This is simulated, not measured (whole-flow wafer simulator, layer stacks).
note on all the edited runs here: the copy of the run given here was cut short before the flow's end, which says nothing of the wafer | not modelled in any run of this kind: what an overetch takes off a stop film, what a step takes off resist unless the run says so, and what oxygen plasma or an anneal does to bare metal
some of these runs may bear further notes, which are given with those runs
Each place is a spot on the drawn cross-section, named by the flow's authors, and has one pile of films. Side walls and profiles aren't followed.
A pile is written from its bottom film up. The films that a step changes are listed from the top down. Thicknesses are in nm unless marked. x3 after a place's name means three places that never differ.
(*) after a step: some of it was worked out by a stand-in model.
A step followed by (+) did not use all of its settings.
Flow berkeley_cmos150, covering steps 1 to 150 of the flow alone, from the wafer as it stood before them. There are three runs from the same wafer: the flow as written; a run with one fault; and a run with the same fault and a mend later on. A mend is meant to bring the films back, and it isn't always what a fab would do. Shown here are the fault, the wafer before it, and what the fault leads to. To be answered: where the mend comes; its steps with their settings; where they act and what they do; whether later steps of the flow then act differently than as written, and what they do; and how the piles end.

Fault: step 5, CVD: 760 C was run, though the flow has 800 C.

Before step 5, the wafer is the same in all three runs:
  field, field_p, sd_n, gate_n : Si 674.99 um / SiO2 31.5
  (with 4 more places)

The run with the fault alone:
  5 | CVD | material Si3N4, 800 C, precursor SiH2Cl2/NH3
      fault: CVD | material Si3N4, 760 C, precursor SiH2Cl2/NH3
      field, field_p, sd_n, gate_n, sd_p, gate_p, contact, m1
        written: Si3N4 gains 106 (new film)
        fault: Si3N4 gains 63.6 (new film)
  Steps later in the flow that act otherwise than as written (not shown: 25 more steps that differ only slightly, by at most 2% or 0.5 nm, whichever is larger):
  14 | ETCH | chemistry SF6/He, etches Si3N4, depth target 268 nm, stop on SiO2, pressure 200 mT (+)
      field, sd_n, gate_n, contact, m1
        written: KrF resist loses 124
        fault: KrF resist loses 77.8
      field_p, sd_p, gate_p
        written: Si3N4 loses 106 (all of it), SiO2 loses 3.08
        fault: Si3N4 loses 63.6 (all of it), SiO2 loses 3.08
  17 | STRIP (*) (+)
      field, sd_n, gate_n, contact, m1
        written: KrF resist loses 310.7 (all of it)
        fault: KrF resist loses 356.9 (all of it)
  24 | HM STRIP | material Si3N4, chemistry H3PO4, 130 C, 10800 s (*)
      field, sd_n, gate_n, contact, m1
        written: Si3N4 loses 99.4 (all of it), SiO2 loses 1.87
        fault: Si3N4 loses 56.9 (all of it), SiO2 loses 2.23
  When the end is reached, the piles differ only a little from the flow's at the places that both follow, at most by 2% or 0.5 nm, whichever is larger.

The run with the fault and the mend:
  After step 6 comes the mend.
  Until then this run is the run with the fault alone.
  6a | CVD | material Si3N4, 800 C, precursor SiH2Cl2/NH3 (the flow's step 5 again, with other settings that aren't printed)
      field, field_p, sd_n, gate_n, sd_p, gate_p, contact, m1
        Si3N4 gains 42.5
  None of the later steps of the flow acts differently than as written at any place that is followed.
  The piles end the same as the flow's at every place that both follow.
